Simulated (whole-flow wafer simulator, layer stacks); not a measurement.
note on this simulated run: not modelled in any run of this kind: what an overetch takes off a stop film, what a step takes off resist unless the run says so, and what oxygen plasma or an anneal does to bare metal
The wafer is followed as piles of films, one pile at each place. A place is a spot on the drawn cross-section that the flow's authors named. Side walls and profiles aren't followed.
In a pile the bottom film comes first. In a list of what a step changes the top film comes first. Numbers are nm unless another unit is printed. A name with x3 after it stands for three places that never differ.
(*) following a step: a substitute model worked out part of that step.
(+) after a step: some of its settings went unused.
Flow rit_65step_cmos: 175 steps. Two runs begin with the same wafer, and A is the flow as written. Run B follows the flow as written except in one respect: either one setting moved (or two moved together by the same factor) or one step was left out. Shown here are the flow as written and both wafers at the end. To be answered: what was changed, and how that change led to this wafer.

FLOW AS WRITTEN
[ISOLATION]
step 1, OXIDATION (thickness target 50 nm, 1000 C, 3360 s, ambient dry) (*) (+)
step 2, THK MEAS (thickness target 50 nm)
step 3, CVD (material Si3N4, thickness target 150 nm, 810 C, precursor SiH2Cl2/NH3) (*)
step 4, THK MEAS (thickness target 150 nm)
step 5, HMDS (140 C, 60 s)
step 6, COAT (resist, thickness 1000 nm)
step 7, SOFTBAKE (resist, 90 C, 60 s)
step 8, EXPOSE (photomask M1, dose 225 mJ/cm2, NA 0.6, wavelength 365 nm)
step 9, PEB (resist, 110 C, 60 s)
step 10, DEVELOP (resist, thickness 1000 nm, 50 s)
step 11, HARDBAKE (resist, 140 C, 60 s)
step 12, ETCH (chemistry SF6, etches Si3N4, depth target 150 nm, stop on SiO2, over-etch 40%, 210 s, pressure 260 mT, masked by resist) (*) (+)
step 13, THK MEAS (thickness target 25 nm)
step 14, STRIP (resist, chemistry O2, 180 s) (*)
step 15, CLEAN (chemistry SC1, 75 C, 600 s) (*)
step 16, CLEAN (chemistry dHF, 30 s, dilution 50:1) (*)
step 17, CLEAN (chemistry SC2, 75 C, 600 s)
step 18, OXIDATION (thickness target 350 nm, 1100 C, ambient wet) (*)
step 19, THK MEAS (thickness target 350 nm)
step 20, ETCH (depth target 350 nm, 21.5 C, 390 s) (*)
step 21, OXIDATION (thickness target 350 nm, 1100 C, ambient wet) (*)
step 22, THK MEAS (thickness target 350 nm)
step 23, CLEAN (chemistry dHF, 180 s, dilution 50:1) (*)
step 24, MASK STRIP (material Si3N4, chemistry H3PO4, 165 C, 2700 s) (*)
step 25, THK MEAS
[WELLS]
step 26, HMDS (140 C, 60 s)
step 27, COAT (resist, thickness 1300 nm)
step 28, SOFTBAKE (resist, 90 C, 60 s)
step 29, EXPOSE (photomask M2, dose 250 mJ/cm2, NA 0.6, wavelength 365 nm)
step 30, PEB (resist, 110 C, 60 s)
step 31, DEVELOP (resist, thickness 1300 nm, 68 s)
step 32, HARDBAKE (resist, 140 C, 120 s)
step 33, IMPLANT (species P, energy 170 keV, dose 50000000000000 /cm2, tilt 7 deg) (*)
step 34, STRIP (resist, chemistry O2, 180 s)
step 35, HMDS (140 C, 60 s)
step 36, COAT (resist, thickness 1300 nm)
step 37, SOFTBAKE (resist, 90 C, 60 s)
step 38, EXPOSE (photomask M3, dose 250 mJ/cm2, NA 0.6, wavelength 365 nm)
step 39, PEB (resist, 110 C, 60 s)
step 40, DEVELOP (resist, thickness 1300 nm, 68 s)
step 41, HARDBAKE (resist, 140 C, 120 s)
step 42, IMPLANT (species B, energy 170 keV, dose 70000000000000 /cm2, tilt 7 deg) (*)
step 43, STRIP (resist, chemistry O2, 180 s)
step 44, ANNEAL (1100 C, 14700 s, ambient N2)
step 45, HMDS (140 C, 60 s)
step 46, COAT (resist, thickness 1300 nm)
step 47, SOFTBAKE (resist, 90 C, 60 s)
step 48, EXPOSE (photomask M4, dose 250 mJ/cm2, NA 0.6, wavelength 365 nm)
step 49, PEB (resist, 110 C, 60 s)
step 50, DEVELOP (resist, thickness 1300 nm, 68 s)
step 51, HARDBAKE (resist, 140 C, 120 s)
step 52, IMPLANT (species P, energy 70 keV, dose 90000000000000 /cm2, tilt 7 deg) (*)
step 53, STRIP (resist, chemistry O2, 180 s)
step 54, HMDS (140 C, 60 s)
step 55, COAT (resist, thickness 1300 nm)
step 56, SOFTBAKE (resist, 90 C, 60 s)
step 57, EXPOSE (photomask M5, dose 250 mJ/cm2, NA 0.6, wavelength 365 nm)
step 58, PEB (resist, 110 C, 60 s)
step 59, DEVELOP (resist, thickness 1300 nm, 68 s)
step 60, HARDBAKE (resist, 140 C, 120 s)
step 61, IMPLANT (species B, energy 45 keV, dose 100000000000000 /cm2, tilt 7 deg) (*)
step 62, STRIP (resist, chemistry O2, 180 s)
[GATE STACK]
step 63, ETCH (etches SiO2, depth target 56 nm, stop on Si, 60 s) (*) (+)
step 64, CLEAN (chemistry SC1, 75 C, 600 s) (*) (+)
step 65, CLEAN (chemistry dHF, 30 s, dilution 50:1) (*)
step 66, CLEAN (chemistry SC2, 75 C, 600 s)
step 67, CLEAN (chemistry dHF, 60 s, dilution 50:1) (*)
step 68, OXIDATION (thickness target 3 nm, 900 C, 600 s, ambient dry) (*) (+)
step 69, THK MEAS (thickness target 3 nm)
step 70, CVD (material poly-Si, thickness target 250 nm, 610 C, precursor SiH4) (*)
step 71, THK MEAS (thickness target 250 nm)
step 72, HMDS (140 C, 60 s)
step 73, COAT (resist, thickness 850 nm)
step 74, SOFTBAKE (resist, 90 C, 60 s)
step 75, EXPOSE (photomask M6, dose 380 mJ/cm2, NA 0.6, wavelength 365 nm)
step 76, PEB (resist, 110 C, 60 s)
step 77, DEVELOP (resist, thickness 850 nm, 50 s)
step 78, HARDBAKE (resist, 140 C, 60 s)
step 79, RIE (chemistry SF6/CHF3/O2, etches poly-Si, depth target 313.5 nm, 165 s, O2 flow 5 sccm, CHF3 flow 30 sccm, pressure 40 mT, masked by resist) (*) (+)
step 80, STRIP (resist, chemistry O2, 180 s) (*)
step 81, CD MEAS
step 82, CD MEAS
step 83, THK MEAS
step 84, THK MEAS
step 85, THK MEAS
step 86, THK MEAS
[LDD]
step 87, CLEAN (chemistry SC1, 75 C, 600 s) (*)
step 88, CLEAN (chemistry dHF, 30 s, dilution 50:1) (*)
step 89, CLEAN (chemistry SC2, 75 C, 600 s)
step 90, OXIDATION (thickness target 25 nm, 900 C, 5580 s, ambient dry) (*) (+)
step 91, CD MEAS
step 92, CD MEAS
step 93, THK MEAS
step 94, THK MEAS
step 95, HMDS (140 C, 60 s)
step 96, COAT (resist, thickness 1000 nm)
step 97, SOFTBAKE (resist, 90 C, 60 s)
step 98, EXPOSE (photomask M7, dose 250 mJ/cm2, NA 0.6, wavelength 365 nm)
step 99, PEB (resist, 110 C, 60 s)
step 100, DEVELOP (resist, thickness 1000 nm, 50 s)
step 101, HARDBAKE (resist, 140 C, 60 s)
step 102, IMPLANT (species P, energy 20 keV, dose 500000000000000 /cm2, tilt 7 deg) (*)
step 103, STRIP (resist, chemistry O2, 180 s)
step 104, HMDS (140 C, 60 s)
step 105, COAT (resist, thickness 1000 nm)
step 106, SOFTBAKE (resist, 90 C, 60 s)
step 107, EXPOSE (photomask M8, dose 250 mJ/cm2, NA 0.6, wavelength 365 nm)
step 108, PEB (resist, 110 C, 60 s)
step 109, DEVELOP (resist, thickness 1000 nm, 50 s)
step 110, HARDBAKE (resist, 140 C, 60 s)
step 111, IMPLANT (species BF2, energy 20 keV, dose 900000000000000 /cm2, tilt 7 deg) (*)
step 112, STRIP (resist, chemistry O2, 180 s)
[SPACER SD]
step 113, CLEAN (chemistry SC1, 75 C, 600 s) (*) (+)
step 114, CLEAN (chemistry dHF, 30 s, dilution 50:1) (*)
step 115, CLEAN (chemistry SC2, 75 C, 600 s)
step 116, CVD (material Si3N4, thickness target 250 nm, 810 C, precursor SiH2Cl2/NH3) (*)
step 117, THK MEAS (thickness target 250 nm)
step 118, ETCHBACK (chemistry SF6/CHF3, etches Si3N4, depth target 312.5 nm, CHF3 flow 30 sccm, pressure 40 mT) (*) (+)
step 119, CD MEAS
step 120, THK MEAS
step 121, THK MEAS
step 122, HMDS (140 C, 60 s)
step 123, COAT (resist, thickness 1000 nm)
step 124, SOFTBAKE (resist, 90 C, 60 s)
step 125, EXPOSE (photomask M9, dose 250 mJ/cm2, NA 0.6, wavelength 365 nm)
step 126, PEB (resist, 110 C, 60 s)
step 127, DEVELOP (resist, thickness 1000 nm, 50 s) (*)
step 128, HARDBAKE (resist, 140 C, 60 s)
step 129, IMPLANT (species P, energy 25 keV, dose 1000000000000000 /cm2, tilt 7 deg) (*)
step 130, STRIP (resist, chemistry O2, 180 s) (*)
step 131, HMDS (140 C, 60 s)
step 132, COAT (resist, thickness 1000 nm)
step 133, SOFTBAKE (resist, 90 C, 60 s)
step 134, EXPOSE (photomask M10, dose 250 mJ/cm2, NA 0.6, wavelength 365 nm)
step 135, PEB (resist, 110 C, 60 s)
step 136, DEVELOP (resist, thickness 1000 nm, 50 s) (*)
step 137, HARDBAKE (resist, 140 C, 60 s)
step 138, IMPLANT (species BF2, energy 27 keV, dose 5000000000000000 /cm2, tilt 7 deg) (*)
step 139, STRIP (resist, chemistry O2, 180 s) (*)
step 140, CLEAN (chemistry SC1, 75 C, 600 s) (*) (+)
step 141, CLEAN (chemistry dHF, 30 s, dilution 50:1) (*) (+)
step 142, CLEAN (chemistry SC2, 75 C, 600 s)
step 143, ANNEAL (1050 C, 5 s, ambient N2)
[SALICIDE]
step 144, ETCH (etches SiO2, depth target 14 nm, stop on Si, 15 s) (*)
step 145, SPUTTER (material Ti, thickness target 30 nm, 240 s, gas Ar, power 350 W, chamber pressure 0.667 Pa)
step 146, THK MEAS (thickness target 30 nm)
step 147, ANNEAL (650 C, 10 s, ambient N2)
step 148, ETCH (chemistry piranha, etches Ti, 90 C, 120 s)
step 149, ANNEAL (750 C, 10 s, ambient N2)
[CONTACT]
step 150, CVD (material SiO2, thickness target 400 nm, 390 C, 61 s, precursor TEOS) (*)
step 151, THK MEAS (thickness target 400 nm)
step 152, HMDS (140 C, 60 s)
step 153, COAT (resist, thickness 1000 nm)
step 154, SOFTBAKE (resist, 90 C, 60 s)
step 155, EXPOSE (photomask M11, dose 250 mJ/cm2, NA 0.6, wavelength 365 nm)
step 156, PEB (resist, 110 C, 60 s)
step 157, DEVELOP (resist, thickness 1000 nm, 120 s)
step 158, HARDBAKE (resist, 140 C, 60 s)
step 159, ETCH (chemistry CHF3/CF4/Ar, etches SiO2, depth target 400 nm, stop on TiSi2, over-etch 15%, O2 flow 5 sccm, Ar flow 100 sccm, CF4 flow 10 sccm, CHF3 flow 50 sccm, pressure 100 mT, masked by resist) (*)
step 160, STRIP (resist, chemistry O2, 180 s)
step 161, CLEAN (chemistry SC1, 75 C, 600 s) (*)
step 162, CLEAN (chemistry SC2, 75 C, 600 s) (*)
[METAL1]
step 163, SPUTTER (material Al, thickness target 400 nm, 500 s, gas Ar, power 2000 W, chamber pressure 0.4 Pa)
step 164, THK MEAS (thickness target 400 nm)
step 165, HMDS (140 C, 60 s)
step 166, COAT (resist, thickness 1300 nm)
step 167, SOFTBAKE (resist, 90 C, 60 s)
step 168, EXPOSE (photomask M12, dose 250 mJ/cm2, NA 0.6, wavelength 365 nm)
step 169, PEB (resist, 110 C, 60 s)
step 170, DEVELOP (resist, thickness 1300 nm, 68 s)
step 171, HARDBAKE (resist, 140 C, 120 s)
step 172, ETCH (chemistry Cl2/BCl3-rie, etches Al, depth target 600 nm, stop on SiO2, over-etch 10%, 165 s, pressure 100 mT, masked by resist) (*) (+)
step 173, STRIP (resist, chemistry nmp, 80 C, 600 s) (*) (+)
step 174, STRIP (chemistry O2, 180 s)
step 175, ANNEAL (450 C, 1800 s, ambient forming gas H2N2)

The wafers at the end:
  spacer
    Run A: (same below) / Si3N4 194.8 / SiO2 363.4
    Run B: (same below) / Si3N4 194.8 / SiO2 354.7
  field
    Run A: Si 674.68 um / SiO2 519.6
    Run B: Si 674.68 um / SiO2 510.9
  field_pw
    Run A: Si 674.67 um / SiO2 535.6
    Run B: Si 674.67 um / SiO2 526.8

Cause: step 163, SPUTTER: thickness target 330 nm was run, whereas the flow has thickness target 400 nm; step 163, SPUTTER: 413 s was run, where the flow has 500 s.

The path from the change to this, step by step:
  step 163, SPUTTER (material Al, thickness target 400 nm, 500 s, gas Ar, power 2000 W, chamber pressure 0.4 Pa)
      field, field_p, spacer, spacer_p: A Al gains 400 (new film) | B Al gains 330 (new film)
      gate_n, gate_p: A Al gains 396 (new film) | B Al gains 330 (new film)
      (as well as at 2 more places)
  step 172, ETCH (chemistry Cl2/BCl3-rie, etches Al, depth target 600 nm, stop on SiO2, over-etch 10%, 165 s, pressure 100 mT, masked by resist) (*) (+)
      field, spacer, spacer_p: A Al loses 400 (all of it), SiO2 loses 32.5 | B Al loses 330 (all of it), SiO2 loses 41.2
      gate_n, gate_p: A Al loses 396 (all of it), SiO2 loses 33 | B Al loses 330 (all of it), SiO2 loses 41.2
      (as well as at 3 more places)
